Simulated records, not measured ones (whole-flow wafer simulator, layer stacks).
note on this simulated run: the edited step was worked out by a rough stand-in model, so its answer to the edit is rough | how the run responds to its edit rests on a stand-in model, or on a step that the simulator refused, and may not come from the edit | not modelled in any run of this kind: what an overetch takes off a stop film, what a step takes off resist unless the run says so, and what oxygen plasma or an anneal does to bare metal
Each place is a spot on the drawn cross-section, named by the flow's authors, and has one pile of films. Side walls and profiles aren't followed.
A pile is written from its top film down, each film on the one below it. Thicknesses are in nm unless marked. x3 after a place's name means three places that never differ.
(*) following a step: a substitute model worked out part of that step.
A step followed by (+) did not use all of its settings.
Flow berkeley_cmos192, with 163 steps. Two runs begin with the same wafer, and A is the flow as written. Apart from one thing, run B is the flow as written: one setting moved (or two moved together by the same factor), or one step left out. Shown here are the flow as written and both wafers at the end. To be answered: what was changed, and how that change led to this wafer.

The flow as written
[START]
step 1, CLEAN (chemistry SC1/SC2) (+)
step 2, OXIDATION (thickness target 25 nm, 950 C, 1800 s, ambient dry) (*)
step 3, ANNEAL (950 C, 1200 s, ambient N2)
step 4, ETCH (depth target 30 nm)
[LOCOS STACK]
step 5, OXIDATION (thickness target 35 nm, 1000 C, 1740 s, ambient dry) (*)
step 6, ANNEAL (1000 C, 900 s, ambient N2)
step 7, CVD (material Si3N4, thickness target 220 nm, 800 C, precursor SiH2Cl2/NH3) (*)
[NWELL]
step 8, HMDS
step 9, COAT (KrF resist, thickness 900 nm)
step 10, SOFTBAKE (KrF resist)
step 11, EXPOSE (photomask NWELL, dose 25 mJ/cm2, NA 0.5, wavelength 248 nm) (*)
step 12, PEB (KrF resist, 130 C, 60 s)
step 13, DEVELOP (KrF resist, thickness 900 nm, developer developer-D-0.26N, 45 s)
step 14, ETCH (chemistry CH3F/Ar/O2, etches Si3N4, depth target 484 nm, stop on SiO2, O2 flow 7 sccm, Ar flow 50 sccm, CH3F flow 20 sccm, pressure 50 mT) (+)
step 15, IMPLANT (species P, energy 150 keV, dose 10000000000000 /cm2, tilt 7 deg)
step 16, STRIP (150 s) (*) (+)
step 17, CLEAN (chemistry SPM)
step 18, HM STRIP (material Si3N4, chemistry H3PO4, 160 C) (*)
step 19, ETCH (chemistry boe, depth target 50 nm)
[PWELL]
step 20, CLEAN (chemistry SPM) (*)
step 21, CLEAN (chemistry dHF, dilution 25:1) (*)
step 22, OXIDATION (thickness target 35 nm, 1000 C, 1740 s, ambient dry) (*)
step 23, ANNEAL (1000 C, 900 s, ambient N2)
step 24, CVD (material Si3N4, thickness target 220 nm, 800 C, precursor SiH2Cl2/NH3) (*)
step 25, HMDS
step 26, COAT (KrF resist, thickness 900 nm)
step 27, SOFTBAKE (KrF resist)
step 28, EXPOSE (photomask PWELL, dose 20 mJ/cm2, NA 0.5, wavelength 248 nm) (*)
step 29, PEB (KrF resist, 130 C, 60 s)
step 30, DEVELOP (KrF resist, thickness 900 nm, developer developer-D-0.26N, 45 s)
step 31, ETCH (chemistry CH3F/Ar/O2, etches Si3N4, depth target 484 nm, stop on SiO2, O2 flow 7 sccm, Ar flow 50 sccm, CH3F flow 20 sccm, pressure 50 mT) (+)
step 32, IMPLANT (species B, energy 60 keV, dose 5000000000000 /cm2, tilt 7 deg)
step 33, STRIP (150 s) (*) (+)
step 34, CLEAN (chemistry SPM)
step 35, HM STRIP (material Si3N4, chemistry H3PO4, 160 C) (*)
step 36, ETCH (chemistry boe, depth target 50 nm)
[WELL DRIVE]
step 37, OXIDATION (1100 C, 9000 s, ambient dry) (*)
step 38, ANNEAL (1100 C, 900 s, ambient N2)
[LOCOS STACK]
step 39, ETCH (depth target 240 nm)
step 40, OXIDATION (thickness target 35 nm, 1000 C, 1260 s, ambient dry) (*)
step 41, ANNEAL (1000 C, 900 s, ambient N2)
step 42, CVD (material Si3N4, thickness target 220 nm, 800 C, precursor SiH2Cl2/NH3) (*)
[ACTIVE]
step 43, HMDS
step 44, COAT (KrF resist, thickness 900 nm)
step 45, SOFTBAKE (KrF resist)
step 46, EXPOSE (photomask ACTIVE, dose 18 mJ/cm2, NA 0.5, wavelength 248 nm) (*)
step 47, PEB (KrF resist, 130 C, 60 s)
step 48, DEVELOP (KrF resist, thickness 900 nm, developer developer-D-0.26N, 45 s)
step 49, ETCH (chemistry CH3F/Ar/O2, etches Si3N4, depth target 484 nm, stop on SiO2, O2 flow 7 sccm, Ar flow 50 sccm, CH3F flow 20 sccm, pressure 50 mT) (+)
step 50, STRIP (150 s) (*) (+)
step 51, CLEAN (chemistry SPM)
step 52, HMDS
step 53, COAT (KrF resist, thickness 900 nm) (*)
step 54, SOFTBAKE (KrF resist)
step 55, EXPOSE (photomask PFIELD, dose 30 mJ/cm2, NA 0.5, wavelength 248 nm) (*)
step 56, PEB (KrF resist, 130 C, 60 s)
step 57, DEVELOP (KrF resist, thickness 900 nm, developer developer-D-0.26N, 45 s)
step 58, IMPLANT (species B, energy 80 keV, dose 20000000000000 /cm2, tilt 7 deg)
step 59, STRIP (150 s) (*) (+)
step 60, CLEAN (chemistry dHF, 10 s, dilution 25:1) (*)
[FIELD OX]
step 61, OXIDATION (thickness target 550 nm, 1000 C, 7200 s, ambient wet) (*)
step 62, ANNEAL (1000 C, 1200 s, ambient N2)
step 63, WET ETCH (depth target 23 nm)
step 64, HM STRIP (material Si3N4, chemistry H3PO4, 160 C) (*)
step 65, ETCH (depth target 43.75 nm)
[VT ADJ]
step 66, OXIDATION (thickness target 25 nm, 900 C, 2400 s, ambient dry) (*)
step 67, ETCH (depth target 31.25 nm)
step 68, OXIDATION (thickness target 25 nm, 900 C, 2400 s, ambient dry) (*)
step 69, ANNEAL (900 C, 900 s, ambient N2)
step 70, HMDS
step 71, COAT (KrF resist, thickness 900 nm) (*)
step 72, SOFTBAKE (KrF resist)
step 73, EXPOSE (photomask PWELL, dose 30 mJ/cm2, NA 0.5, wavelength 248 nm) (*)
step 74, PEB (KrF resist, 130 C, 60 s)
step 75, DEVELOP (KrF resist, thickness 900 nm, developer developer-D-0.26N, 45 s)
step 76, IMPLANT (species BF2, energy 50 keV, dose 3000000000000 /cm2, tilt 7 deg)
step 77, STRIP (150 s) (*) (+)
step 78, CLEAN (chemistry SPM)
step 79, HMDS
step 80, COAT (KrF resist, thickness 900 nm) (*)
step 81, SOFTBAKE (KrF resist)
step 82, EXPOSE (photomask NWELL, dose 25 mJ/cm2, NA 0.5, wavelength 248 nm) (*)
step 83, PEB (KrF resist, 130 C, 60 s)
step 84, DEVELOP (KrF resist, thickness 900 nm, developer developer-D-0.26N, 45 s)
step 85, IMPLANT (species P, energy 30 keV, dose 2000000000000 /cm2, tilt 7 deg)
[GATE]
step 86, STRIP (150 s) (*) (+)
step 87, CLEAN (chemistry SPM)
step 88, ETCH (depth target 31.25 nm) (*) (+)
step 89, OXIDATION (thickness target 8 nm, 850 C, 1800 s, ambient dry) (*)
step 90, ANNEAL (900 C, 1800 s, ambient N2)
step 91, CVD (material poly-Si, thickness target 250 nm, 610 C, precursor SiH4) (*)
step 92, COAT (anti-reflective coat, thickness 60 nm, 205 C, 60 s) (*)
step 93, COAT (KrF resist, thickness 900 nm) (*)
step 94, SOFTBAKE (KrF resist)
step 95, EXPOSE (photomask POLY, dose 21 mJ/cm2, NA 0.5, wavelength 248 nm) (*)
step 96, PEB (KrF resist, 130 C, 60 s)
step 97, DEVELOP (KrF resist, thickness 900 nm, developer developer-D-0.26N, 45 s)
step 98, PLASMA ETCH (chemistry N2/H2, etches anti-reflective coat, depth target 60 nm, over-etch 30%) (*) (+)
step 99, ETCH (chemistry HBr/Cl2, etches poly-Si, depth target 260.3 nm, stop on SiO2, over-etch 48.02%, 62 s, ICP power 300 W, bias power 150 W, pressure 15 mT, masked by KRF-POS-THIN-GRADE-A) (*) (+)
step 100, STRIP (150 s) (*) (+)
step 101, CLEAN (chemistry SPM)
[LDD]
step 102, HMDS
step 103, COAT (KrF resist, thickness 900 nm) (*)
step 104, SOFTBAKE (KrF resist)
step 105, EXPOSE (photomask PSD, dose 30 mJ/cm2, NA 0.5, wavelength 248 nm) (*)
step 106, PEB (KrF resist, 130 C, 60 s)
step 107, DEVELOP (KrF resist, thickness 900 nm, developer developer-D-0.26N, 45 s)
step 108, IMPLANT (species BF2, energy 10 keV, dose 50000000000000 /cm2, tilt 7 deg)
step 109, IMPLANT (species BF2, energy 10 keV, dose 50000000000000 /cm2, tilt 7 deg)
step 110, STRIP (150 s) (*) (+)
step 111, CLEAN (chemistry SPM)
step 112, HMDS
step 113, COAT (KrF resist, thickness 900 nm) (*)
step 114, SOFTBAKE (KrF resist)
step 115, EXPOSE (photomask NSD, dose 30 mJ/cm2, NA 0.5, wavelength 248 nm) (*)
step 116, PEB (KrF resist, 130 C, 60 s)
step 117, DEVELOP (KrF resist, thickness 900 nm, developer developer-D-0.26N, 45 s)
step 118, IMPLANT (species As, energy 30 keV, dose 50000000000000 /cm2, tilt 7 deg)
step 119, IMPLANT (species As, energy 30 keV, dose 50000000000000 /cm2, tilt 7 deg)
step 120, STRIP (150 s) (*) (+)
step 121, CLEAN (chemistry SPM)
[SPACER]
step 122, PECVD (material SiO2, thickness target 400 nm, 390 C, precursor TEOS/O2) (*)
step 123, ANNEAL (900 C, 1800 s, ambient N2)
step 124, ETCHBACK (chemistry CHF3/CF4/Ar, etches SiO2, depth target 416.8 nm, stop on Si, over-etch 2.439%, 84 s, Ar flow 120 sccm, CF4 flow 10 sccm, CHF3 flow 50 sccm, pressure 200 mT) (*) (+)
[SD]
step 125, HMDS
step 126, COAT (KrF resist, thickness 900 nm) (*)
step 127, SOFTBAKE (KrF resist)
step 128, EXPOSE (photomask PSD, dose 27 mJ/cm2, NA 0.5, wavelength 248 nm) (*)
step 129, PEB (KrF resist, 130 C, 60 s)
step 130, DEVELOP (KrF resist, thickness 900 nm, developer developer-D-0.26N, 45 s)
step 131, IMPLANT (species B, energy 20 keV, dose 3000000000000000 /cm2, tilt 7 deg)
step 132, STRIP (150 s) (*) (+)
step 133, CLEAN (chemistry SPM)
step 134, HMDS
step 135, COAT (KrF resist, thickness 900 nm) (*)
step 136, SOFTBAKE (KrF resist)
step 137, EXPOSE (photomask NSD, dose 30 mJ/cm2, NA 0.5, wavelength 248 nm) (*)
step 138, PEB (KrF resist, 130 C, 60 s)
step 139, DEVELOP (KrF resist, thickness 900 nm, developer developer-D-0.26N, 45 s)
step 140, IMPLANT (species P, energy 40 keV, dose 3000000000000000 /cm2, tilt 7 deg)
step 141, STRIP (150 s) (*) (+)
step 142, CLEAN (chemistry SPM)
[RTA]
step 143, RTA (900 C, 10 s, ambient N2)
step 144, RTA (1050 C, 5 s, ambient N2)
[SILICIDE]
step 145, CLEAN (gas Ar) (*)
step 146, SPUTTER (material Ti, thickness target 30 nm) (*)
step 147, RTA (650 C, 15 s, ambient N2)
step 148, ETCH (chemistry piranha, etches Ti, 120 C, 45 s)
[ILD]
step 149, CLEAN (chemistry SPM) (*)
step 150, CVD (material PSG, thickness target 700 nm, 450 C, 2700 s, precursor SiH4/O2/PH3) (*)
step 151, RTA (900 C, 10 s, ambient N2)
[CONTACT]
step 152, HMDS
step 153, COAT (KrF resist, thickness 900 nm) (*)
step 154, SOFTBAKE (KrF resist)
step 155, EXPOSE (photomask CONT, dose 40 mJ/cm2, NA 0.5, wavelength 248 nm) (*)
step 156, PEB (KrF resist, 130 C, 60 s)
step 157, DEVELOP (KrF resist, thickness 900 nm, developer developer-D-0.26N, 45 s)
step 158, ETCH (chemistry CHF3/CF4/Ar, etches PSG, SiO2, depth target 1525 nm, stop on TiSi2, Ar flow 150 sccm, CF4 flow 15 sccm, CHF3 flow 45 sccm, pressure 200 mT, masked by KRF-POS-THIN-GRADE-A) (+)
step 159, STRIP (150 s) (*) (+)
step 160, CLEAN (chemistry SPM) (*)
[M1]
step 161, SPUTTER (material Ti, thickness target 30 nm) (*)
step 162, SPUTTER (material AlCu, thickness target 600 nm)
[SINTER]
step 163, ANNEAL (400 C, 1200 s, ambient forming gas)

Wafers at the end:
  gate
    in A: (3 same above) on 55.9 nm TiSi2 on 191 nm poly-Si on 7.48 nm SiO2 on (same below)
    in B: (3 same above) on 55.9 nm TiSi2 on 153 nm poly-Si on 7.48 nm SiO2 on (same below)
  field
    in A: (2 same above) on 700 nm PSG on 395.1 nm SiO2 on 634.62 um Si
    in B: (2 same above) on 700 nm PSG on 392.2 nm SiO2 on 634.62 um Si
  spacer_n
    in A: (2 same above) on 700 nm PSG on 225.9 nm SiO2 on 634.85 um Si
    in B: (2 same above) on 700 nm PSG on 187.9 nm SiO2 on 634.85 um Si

The reason: step 91, CVD: thickness target 212 nm was run, though the flow has thickness target 250 nm.

Step by step, how the change led to this:
  step 91, CVD (material poly-Si, thickness target 250 nm, 610 C, precursor SiH4) (*)
      field, sd_n, spacer_n and 6 more: A +250 poly-Si (new film) | B +212 poly-Si (new film)
  step 99, ETCH (chemistry HBr/Cl2, etches poly-Si, depth target 260.3 nm, stop on SiO2, over-etch 48.02%, 62 s, ICP power 300 W, bias power 150 W, pressure 15 mT, masked by KRF-POS-THIN-GRADE-A) (*) (+)
      field, spacer_n: A -245.8 poly-Si (all of it), -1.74 SiO2 | B -207.9 poly-Si (all of it), -4.66 SiO2
      sd_n: A -248.8 poly-Si (all of it), -1.51 SiO2 | B -210.8 poly-Si (all of it), -4.43 SiO2
      (as well as at 4 more places)
  step 103, COAT (KrF resist, thickness 900 nm) (*)
      gate: A +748 KrF resist (new film) | B +779.1 KrF resist (new film)
      gate_p: A +744.1 KrF resist (new film) | B +775.1 KrF resist (new film)
  step 107, DEVELOP (KrF resist, thickness 900 nm, developer developer-D-0.26N, 45 s)
      gate_p: A -742.9 KrF resist (all of it) | B -773.9 KrF resist (all of it)
  step 110, STRIP (150 s) (*) (+)
      gate: A -732.7 KrF resist (all of it), +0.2 chemical SiO2, -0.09 poly-Si | B -763.6 KrF resist (all of it), +0.2 chemical SiO2, -0.09 poly-Si
  step 113, COAT (KrF resist, thickness 900 nm) (*)
      gate: A +747.9 KrF resist (new film) | B +778.3 KrF resist (new film)
      gate_p: A +743.9 KrF resist (new film) | B +774.3 KrF resist (new film)
  step 117, DEVELOP (KrF resist, thickness 900 nm, developer developer-D-0.26N, 45 s)
      gate: A -746.8 KrF resist (all of it) | B -777.1 KrF resist (all of it)
  step 120, STRIP (150 s) (*) (+)
      gate_p: A -728.6 KrF resist (all of it), +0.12 chemical SiO2, -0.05 poly-Si | B -758.9 KrF resist (all of it), +0.12 chemical SiO2, -0.05 poly-Si
  step 124, ETCHBACK (chemistry CHF3/CF4/Ar, etches SiO2, depth target 416.8 nm, stop on Si, over-etch 2.439%, 84 s, Ar flow 120 sccm, CF4 flow 10 sccm, CHF3 flow 50 sccm, pressure 200 mT) (*) (+)
      spacer_n: A -160 SiO2 | B -195 SiO2
      spacer_p: A -159.9 SiO2 | B -195 SiO2
  step 126, COAT (KrF resist, thickness 900 nm) (*)
      spacer_n: A +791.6 KrF resist (new film) | B +819 KrF resist (new film)
      gate: A +771.5 KrF resist (new film) | B +798.3 KrF resist (new film)
      (as well as at 2 more places)
  step 130, DEVELOP (KrF resist, thickness 900 nm, developer developer-D-0.26N, 45 s)
      spacer_p: A -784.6 KrF resist (all of it) | B -812.1 KrF resist (all of it)
      gate_p: A -764.3 KrF resist (all of it) | B -791.2 KrF resist (all of it)
  step 132, STRIP (150 s) (*) (+)
      spacer_n: A -776.1 KrF resist (all of it) | B -803.6 KrF resist (all of it)
      gate: A +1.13 chemical SiO2 (new film), -756.1 KrF resist (all of it), -0.5 poly-Si | B +1.13 chemical SiO2 (new film), -782.9 KrF resist (all of it), -0.5 poly-Si
  step 135, COAT (KrF resist, thickness 900 nm) (*)
      spacer_n: A +791.1 KrF resist (new film) | B +818.7 KrF resist (new film)
      gate: A +770.3 KrF resist (new film) | B +797.2 KrF resist (new film)
      (as well as at 2 more places)
  step 139, DEVELOP (KrF resist, thickness 900 nm, developer developer-D-0.26N, 45 s)
      spacer_n: A -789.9 KrF resist (all of it) | B -817.4 KrF resist (all of it)
      gate: A -769.1 KrF resist (all of it) | B -796 KrF resist (all of it)
  step 141, STRIP (150 s) (*) (+)
      spacer_p: A -770.2 KrF resist (all of it) | B -797.7 KrF resist (all of it)
      gate_p: A -749.1 KrF resist (all of it), +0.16 chemical SiO2 | B -776 KrF resist (all of it), +0.16 chemical SiO2
  step 153, COAT (KrF resist, thickness 900 nm) (*)
      spacer_n: A +829.8 KrF resist (new film) | B +849.6 KrF resist (new film)
      gate: A +809.7 KrF resist (new film) | B +827.3 KrF resist (new film)
      (as well as at 2 more places)
  step 159, STRIP (150 s) (*) (+)
      spacer_n: A -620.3 KrF resist (all of it) | B -640 KrF resist (all of it)
      gate: A -600.1 KrF resist (all of it) | B -617.8 KrF resist (all of it)
      (as well as at 2 more places)
